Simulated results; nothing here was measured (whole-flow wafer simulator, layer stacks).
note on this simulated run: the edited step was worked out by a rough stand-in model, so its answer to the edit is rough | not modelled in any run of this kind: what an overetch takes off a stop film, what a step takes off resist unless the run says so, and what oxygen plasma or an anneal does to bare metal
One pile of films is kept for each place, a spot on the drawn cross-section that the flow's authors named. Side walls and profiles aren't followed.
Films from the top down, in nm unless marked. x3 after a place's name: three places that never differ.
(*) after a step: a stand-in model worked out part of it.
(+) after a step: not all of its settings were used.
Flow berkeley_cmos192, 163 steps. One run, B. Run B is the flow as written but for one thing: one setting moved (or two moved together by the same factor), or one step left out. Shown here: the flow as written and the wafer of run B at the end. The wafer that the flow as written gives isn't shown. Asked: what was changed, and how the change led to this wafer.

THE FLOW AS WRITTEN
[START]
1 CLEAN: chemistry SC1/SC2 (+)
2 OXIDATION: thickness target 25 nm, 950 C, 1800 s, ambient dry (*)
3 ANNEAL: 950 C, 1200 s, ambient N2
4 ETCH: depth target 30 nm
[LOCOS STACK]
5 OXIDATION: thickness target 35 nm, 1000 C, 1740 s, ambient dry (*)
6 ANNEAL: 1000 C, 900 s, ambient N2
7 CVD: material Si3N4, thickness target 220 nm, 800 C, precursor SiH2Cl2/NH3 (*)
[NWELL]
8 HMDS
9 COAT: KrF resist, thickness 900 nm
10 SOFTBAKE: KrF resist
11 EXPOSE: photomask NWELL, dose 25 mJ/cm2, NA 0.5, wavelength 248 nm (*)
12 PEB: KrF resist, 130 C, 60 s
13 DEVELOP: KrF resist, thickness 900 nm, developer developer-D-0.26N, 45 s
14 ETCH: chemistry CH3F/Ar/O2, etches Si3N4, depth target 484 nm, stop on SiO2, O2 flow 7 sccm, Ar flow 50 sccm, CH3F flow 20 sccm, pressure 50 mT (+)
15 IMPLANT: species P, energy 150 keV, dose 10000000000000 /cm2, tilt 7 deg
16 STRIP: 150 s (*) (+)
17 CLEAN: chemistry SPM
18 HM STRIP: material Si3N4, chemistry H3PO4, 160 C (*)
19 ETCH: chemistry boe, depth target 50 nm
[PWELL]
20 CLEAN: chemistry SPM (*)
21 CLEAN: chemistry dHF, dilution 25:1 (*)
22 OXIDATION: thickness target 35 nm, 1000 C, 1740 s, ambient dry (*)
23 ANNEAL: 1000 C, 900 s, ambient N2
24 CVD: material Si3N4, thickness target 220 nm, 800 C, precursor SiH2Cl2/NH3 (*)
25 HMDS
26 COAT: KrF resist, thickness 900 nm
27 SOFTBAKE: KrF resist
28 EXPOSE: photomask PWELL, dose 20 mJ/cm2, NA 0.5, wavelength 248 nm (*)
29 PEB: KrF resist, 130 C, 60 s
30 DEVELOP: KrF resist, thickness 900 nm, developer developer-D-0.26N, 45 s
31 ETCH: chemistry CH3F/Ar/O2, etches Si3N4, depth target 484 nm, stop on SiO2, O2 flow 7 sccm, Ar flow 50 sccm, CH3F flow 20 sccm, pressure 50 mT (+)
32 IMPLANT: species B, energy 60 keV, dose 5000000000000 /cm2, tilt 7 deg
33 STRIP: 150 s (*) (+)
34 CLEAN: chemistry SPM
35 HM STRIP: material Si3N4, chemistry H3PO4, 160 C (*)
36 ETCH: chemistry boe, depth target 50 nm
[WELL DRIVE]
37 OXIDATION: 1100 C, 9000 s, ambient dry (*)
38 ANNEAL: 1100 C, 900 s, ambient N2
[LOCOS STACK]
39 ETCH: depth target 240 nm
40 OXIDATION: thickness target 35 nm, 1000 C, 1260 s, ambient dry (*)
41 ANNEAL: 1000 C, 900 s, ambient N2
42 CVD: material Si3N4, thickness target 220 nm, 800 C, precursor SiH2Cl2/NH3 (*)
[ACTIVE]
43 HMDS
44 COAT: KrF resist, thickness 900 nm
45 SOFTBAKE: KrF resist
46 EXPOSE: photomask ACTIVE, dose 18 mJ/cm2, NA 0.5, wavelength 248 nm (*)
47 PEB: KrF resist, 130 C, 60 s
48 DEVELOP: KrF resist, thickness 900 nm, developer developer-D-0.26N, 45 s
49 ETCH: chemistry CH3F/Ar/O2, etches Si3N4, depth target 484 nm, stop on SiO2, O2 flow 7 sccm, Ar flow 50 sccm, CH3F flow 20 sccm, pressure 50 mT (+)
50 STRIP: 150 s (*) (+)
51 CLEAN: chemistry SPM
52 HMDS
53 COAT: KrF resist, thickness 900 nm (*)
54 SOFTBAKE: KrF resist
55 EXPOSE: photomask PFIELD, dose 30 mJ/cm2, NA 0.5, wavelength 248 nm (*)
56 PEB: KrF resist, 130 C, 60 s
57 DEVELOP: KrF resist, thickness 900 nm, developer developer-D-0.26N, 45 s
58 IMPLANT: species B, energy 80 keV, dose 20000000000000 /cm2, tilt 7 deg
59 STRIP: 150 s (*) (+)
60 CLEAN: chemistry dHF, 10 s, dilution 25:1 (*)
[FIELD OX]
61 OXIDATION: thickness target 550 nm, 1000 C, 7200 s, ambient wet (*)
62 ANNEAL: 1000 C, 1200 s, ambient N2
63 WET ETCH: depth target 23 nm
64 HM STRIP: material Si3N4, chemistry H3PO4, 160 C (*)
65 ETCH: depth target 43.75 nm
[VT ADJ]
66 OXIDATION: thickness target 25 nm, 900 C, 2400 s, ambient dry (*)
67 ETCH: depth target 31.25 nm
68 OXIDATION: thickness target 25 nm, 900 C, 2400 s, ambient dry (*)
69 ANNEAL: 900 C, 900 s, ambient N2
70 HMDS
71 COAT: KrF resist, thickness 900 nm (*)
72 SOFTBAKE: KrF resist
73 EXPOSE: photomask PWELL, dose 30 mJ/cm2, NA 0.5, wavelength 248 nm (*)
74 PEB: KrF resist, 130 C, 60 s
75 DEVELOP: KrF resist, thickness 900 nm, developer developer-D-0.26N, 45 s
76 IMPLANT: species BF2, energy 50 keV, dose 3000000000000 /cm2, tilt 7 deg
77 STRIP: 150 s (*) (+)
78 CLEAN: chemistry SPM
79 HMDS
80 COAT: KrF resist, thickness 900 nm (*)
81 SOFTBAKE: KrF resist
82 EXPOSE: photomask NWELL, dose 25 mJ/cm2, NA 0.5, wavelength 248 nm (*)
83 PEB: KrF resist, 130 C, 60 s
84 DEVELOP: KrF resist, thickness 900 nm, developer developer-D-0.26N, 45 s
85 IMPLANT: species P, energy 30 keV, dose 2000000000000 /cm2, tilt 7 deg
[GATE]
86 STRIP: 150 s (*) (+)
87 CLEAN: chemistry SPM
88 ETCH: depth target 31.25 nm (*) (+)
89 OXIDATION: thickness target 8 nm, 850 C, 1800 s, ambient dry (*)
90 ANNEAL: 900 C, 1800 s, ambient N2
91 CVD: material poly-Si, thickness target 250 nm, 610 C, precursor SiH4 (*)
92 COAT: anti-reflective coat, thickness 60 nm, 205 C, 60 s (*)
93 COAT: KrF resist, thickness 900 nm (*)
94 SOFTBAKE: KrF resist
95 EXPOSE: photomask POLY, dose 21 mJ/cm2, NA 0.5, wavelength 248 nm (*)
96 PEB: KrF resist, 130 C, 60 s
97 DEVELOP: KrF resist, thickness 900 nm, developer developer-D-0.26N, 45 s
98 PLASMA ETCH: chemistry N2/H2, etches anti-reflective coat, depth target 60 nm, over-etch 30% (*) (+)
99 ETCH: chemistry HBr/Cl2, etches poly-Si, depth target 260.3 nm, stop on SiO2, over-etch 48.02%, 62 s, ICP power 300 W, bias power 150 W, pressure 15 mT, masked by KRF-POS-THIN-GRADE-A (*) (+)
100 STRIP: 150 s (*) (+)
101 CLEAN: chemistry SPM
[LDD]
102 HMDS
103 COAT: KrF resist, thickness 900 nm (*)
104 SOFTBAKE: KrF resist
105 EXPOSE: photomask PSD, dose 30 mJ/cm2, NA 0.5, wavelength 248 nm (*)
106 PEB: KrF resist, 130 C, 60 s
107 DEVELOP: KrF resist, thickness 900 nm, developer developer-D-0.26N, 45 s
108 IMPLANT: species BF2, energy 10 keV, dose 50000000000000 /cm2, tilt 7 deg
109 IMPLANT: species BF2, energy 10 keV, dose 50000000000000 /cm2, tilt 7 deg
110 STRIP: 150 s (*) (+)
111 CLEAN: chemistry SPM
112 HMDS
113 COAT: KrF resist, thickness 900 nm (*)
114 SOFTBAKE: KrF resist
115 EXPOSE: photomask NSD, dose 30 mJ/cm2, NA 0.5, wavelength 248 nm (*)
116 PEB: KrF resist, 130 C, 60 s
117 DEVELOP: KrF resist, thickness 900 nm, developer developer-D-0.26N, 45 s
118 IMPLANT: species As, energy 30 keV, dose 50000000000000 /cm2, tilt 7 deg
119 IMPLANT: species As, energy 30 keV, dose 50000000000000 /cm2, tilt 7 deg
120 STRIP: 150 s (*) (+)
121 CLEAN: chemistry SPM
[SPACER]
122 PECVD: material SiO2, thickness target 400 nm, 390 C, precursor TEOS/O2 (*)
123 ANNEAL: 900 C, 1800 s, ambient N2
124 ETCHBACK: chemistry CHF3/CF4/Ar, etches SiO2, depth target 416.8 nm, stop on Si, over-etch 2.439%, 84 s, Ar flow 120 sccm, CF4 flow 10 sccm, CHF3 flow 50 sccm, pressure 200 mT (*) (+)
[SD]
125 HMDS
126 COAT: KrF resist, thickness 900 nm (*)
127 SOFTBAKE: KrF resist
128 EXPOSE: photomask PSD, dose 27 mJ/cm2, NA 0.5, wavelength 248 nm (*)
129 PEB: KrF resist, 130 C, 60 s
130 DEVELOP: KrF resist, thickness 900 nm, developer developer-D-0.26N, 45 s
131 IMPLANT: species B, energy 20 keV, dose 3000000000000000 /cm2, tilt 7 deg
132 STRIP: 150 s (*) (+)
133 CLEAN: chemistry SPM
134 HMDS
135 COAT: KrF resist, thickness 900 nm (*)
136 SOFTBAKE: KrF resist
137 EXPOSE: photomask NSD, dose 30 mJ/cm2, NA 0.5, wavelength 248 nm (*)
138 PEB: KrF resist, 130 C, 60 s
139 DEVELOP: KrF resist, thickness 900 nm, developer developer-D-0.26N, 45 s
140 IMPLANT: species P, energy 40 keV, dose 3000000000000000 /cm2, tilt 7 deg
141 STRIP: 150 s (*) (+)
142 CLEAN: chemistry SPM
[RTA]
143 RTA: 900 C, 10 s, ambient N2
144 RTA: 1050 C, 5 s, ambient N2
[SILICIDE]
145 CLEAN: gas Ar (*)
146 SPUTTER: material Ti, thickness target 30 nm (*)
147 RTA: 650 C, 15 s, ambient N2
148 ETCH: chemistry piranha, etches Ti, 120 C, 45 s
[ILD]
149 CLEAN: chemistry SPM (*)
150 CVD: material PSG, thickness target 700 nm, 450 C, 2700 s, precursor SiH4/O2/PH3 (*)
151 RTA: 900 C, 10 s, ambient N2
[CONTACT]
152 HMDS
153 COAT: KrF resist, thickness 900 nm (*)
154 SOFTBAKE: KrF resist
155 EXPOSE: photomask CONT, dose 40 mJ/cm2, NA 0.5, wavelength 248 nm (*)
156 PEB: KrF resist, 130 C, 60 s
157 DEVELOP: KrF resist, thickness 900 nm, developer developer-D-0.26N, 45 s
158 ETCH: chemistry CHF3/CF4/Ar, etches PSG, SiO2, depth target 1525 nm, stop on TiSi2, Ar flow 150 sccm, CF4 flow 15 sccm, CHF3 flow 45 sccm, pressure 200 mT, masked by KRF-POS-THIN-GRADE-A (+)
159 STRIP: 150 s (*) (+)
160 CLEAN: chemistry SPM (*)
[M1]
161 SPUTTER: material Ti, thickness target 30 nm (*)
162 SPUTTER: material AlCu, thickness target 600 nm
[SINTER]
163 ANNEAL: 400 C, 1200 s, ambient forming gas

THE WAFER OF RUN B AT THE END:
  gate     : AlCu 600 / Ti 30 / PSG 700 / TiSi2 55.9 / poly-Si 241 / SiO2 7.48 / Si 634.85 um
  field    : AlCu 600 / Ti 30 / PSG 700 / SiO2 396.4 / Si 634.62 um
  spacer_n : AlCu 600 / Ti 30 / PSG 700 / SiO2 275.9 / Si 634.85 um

The cause: step 91, CVD: thickness target 300 nm was run, where the flow has thickness target 250 nm.

How the change led to this, step by step:
  91 CVD: material poly-Si, thickness target 250 nm, 610 C, precursor SiH4 (*)
      field, sd_n, spacer_n and 6 more: poly-Si +300 (new film) (as written it would be: poly-Si +250 (new film))
  92 COAT: anti-reflective coat, thickness 60 nm, 205 C, 60 s (*)
      contact: anti-reflective coat +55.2 (new film) (as written it would be: anti-reflective coat +54 (new film))
  98 PLASMA ETCH: chemistry N2/H2, etches anti-reflective coat, depth target 60 nm, over-etch 30% (*) (+)
      contact: anti-reflective coat -55.2 (all of it), poly-Si -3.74 (as written it would be: anti-reflective coat -54 (all of it), poly-Si -3.7)
  99 ETCH: chemistry HBr/Cl2, etches poly-Si, depth target 260.3 nm, stop on SiO2, over-etch 48.02%, 62 s, ICP power 300 W, bias power 150 W, pressure 15 mT, masked by KRF-POS-THIN-GRADE-A (*) (+)
      spacer_n, spacer_p: poly-Si -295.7 (all of it), SiO2 -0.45 (as written it would be: poly-Si -245.8 (all of it), SiO2 -1.74)
      field: poly-Si -295.8 (all of it), SiO2 -0.45 (as written it would be: poly-Si -245.8 (all of it), SiO2 -1.74)
      (and at 4 more places)
  103 COAT: KrF resist, thickness 900 nm (*)
      gate: KrF resist +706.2 (new film) (as written it would be: KrF resist +748 (new film))
      gate_p: KrF resist +702.3 (new film) (as written it would be: KrF resist +744.1 (new film))
  107 DEVELOP: KrF resist, thickness 900 nm, developer developer-D-0.26N, 45 s
      gate_p: KrF resist -701.2 (all of it) (as written it would be: KrF resist -742.9 (all of it))
  110 STRIP: 150 s (*) (+)
      gate: KrF resist -690.9 (all of it), chemical SiO2 +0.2, poly-Si -0.09 (as written it would be: KrF resist -732.7 (all of it), chemical SiO2 +0.2, poly-Si -0.09)
  113 COAT: KrF resist, thickness 900 nm (*)
      gate: KrF resist +706.1 (new film) (as written it would be: KrF resist +747.9 (new film))
      gate_p: KrF resist +702.1 (new film) (as written it would be: KrF resist +743.9 (new film))
  117 DEVELOP: KrF resist, thickness 900 nm, developer developer-D-0.26N, 45 s
      gate: KrF resist -705 (all of it) (as written it would be: KrF resist -746.8 (all of it))
  120 STRIP: 150 s (*) (+)
      gate_p: KrF resist -686.9 (all of it), chemical SiO2 +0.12, poly-Si -0.05 (as written it would be: KrF resist -728.6 (all of it), chemical SiO2 +0.12, poly-Si -0.05)
  124 ETCHBACK: chemistry CHF3/CF4/Ar, etches SiO2, depth target 416.8 nm, stop on Si, over-etch 2.439%, 84 s, Ar flow 120 sccm, CF4 flow 10 sccm, CHF3 flow 50 sccm, pressure 200 mT (*) (+)
      spacer_n: SiO2 -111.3 (as written it would be: SiO2 -160)
      spacer_p: SiO2 -111.2 (as written it would be: SiO2 -159.9)
  126 COAT: KrF resist, thickness 900 nm (*)
      spacer_n: KrF resist +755 (new film) (as written it would be: KrF resist +791.6 (new film))
      gate: KrF resist +735.7 (new film) (as written it would be: KrF resist +771.5 (new film))
      (and at 2 more places)
  130 DEVELOP: KrF resist, thickness 900 nm, developer developer-D-0.26N, 45 s
      spacer_p: KrF resist -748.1 (all of it) (as written it would be: KrF resist -784.6 (all of it))
      gate_p: KrF resist -728.7 (all of it) (as written it would be: KrF resist -764.3 (all of it))
  132 STRIP: 150 s (*) (+)
      spacer_n: KrF resist -739.6 (all of it) (as written it would be: KrF resist -776.1 (all of it))
      gate: chemical SiO2 +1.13 (new film), KrF resist -720.4 (all of it), poly-Si -0.5 (as written it would be: chemical SiO2 +1.13 (new film), KrF resist -756.1 (all of it), poly-Si -0.5)
  135 COAT: KrF resist, thickness 900 nm (*)
      spacer_n: KrF resist +755.2 (new film) (as written it would be: KrF resist +791.1 (new film))
      gate: KrF resist +735.3 (new film) (as written it would be: KrF resist +770.3 (new film))
      (and at 2 more places)
  139 DEVELOP: KrF resist, thickness 900 nm, developer developer-D-0.26N, 45 s
      spacer_n: KrF resist -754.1 (all of it) (as written it would be: KrF resist -789.9 (all of it))
      gate: KrF resist -734.2 (all of it) (as written it would be: KrF resist -769.1 (all of it))
  ... 2 more steps ...
  159 STRIP: 150 s (*) (+)
      spacer_n: KrF resist -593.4 (all of it) (as written it would be: KrF resist -620.3 (all of it))
      gate: KrF resist -576.5 (all of it) (as written it would be: KrF resist -600.1 (all of it))
      (and at 2 more places)
